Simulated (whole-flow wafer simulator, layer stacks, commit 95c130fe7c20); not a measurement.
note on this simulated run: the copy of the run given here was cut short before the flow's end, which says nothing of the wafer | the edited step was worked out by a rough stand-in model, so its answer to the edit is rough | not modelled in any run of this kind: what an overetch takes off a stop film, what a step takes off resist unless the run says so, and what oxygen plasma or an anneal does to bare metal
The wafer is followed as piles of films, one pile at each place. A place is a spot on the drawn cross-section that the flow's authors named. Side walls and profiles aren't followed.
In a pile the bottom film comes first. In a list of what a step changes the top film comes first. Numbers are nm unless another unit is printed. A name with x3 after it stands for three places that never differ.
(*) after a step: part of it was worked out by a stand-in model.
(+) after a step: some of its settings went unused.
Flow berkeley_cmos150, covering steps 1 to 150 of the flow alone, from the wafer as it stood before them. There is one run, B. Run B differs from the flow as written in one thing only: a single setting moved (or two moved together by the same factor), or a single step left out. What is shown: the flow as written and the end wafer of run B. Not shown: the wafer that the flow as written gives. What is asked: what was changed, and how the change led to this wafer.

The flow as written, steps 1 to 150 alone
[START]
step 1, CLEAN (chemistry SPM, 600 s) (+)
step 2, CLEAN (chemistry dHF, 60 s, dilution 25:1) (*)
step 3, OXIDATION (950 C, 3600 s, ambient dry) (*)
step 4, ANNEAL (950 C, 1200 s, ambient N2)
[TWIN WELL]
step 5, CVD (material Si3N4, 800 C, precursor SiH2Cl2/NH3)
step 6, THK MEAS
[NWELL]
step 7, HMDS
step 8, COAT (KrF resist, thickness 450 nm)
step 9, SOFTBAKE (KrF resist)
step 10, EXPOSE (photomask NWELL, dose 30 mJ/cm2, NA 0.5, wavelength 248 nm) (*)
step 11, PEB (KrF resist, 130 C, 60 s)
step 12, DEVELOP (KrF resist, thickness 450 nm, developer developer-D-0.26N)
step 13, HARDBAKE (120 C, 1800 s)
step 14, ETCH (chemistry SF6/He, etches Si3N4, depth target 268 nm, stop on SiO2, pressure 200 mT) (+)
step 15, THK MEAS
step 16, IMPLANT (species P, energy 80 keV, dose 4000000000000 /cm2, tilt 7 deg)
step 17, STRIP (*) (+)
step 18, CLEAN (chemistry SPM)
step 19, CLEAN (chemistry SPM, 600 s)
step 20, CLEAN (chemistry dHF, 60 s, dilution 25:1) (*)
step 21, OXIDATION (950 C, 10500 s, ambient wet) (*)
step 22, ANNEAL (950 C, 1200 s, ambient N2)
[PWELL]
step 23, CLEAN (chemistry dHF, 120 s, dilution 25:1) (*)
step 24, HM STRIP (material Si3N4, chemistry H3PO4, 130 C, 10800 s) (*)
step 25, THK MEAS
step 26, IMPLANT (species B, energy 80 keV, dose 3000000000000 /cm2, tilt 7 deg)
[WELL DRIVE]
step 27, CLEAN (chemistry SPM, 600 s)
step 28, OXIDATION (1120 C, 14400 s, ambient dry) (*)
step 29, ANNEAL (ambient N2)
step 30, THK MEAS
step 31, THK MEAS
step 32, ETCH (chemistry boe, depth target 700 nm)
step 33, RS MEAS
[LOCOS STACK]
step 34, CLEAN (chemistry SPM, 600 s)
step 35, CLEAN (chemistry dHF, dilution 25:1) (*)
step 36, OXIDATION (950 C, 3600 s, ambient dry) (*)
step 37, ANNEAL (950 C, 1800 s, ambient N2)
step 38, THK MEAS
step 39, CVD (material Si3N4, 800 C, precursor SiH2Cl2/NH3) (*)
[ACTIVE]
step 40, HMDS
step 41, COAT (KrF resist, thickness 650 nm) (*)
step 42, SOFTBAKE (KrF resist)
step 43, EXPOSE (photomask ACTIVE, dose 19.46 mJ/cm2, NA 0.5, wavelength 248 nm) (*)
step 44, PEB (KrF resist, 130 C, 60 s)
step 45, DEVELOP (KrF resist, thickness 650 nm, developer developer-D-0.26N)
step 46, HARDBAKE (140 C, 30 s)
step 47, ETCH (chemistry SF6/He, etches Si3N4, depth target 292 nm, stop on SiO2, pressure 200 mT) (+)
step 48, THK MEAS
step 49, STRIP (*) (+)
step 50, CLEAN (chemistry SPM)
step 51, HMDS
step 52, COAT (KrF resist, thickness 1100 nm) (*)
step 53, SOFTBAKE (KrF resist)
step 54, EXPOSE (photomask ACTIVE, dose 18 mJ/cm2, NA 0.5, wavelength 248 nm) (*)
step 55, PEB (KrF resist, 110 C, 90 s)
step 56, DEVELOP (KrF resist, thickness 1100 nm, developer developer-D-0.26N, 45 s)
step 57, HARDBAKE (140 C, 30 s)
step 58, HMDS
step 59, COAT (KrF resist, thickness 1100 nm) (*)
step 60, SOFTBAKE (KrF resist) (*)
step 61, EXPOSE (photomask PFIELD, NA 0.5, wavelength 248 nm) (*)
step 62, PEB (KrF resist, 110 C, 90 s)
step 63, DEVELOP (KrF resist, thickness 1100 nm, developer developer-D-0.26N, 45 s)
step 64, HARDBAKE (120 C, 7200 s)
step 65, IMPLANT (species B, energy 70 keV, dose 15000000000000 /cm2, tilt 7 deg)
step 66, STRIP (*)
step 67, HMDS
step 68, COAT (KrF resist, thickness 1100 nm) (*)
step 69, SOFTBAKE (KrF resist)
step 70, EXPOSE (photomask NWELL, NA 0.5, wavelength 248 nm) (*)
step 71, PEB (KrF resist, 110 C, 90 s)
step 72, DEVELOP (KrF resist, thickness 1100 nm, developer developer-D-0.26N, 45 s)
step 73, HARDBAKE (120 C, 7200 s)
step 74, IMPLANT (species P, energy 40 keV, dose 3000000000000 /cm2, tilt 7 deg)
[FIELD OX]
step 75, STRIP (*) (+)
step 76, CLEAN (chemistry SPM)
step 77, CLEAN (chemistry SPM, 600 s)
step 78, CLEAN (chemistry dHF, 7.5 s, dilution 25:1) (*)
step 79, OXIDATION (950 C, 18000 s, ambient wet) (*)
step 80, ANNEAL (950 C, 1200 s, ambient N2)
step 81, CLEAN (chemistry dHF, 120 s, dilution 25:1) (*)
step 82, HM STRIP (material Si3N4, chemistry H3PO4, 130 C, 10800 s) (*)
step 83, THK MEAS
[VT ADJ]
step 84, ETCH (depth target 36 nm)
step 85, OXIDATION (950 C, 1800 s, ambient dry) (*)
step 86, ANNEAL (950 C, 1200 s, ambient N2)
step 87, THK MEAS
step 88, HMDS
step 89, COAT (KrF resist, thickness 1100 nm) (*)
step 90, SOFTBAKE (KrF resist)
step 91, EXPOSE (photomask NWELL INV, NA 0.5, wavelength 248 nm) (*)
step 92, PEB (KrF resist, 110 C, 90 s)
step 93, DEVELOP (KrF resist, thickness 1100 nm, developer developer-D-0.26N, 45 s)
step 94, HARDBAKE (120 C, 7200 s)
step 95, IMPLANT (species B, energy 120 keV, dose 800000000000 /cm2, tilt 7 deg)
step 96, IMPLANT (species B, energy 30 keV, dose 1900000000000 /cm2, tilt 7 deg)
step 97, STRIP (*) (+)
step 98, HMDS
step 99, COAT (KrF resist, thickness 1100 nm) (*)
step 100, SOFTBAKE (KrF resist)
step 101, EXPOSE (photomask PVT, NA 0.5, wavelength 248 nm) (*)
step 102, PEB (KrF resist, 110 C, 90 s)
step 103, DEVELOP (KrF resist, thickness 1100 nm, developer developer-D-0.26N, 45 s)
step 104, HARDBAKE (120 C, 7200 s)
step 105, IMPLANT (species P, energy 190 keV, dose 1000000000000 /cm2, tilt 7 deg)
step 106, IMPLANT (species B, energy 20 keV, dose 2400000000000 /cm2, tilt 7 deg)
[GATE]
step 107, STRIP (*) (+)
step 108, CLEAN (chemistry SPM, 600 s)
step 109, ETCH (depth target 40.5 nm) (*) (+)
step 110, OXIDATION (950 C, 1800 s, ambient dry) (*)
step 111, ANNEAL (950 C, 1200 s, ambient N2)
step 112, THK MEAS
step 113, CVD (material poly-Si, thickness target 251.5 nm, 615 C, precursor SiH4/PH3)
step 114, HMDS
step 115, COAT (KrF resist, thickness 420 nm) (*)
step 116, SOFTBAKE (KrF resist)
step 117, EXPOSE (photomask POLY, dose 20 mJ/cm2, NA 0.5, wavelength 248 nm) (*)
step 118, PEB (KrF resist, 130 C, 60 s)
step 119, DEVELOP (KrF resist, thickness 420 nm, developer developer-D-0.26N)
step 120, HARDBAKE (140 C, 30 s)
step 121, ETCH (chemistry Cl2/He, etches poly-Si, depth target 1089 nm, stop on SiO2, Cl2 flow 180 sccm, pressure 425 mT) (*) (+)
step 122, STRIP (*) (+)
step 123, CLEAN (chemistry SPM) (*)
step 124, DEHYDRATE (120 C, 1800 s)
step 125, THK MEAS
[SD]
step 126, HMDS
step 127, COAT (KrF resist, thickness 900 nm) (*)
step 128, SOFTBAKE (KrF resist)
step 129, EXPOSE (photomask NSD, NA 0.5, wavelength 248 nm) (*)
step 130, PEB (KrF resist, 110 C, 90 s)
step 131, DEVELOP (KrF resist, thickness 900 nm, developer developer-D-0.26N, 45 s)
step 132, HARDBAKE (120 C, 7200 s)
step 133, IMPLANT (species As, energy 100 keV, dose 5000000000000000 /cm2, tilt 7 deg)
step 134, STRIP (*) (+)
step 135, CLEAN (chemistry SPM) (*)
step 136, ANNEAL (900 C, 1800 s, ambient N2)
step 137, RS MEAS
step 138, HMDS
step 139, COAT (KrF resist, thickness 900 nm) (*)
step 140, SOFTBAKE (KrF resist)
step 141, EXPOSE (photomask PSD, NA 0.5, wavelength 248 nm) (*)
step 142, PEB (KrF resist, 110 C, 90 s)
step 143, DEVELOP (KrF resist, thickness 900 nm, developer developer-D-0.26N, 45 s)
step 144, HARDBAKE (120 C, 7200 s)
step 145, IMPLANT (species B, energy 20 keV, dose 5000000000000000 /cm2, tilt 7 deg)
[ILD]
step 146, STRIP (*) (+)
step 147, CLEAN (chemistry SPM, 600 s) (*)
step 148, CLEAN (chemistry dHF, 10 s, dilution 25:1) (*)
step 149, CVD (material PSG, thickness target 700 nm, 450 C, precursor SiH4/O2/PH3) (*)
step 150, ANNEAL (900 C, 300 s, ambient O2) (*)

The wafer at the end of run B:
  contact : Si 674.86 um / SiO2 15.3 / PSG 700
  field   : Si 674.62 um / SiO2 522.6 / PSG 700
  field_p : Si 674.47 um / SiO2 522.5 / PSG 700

What caused this: step 28, OXIDATION: 10080 s was run, though the flow has 14400 s.

How this came from the change, step by step:
  step 28, OXIDATION (1120 C, 14400 s, ambient dry) (*)
      field, sd_n, gate_n, contact, m1: SiO2 gains 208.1, Si loses 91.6 (in the flow as written it would be: SiO2 gains 261.5, Si loses 115.1)
      field_p, sd_p, gate_p: SiO2 gains 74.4, Si loses 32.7 (in the flow as written it would be: SiO2 gains 103.6, Si loses 45.6)
  step 32, ETCH (chemistry boe, depth target 700 nm)
      field, sd_n, gate_n, contact, m1: SiO2 loses 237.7 (all of it) (in the flow as written it would be: SiO2 loses 291.1 (all of it))
      field_p, sd_p, gate_p: SiO2 loses 526.3 (all of it) (in the flow as written it would be: SiO2 loses 555.5 (all of it))
